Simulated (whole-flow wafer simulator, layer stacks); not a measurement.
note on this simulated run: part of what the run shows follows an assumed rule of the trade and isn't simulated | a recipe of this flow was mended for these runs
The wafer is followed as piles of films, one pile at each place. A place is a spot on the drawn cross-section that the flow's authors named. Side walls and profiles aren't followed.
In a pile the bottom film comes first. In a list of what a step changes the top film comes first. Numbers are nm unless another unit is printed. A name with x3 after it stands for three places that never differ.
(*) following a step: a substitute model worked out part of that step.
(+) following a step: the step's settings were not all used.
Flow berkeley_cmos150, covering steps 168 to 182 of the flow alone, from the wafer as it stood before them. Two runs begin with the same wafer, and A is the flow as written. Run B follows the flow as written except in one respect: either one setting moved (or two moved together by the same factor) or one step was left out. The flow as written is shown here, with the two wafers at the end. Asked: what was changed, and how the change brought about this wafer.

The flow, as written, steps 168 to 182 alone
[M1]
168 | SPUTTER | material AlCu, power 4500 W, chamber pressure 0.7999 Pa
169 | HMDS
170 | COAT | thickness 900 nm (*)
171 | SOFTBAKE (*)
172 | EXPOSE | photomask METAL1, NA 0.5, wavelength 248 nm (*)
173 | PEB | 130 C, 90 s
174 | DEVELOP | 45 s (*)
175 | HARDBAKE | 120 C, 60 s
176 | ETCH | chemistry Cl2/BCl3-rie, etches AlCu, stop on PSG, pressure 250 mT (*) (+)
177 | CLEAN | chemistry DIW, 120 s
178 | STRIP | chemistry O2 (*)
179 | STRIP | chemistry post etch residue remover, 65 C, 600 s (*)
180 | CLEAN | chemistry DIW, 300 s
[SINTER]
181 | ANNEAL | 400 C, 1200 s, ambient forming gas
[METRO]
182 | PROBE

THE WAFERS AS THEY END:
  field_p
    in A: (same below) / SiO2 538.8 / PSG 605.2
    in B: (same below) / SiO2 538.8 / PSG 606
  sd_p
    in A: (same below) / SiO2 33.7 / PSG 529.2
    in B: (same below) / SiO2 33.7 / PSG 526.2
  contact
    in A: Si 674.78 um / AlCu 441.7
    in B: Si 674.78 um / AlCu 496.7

The reason: step 168, SPUTTER: power 5108 W was run, whereas the flow has power 4500 W.

The path from the change to this, step by step:
  168 | SPUTTER | material AlCu, power 4500 W, chamber pressure 0.7999 Pa
      field, sd_n, gate_n, gate_p, m1: A +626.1 AlCu (new film) | B +707.8 AlCu (new film)
      field_p: A +619.8 AlCu (new film) | B +707.8 AlCu (new film)
      (as well as at 2 more places)
  176 | ETCH | chemistry Cl2/BCl3-rie, etches AlCu, stop on PSG, pressure 250 mT (*) (+)
      field, sd_n, gate_n, gate_p: A -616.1 AlCu (all of it), -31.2 PSG | B -697.8 AlCu (all of it), -31.2 PSG
      contact, m1: A -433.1 thick-KrF-resist | B -473.9 thick-KrF-resist
      (as well as at 2 more places)
  178 | STRIP | chemistry O2 (*)
      contact: A -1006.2 thick-KrF-resist (all of it) | B -985.8 thick-KrF-resist (all of it)
      m1: A -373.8 thick-KrF-resist (all of it) | B -332.4 thick-KrF-resist (all of it)
